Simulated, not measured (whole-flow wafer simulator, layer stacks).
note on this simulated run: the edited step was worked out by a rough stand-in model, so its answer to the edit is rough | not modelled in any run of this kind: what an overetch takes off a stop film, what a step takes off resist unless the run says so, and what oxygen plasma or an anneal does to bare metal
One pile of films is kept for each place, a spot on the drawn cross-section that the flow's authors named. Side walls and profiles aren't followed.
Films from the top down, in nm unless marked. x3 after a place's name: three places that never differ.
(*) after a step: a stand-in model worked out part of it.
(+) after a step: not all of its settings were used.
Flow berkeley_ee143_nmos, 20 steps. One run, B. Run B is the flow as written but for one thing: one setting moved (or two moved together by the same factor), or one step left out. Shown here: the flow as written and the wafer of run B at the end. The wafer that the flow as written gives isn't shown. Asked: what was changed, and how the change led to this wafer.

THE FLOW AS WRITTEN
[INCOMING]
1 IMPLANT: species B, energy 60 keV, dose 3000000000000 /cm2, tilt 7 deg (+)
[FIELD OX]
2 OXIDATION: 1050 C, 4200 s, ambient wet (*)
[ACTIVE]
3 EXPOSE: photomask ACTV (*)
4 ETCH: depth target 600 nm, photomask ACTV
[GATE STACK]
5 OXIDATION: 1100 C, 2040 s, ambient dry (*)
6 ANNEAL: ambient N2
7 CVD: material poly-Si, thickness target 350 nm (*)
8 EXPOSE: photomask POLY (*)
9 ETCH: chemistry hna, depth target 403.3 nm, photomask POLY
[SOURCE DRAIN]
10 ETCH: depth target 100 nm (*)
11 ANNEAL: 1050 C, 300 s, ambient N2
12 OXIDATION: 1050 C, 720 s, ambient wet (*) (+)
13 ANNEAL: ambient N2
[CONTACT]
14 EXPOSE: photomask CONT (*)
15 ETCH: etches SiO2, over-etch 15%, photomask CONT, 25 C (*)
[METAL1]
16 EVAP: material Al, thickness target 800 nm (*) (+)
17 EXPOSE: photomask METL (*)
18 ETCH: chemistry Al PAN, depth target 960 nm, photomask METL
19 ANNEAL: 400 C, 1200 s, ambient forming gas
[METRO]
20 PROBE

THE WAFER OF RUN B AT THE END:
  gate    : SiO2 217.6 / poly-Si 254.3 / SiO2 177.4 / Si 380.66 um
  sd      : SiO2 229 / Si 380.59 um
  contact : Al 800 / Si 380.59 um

The cause: step 2, OXIDATION: 6720 s was run, where the flow has 4200 s.

How the change led to this, step by step:
  2 OXIDATION: 1050 C, 4200 s, ambient wet (*)
      gate, sd, contact, field: SiO2 +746 (new film), chemical SiO2 -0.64 (all of it), Si -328 (as written it would be: SiO2 +566.4 (new film), chemical SiO2 -0.64 (all of it), Si -248.9)
  4 ETCH: depth target 600 nm, photomask ACTV
      gate, sd, contact: SiO2 -600 (as written it would be: SiO2 -566.4 (all of it))
  5 OXIDATION: 1100 C, 2040 s, ambient dry (*)
      gate, sd, contact: SiO2 +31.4, Si -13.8 (as written it would be: SiO2 +79.7 (new film), Si -35.1)
      field: SiO2 +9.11, Si -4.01 (as written it would be: SiO2 +11.6, Si -5.1)
  10 ETCH: depth target 100 nm (*)
      sd, contact: SiO2 -100 (as written it would be: SiO2 -79.7 (all of it))
  12 OXIDATION: 1050 C, 720 s, ambient wet (*) (+)
      sd, contact: SiO2 +151.7, Si -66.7 (as written it would be: SiO2 +189.4 (new film), Si -83.4)
      field: SiO2 +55, Si -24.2 (as written it would be: SiO2 +69.1, Si -30.4)
  15 ETCH: etches SiO2, over-etch 15%, photomask CONT, 25 C (*)
      contact: SiO2 -229 (all of it) (as written it would be: SiO2 -189.4 (all of it))
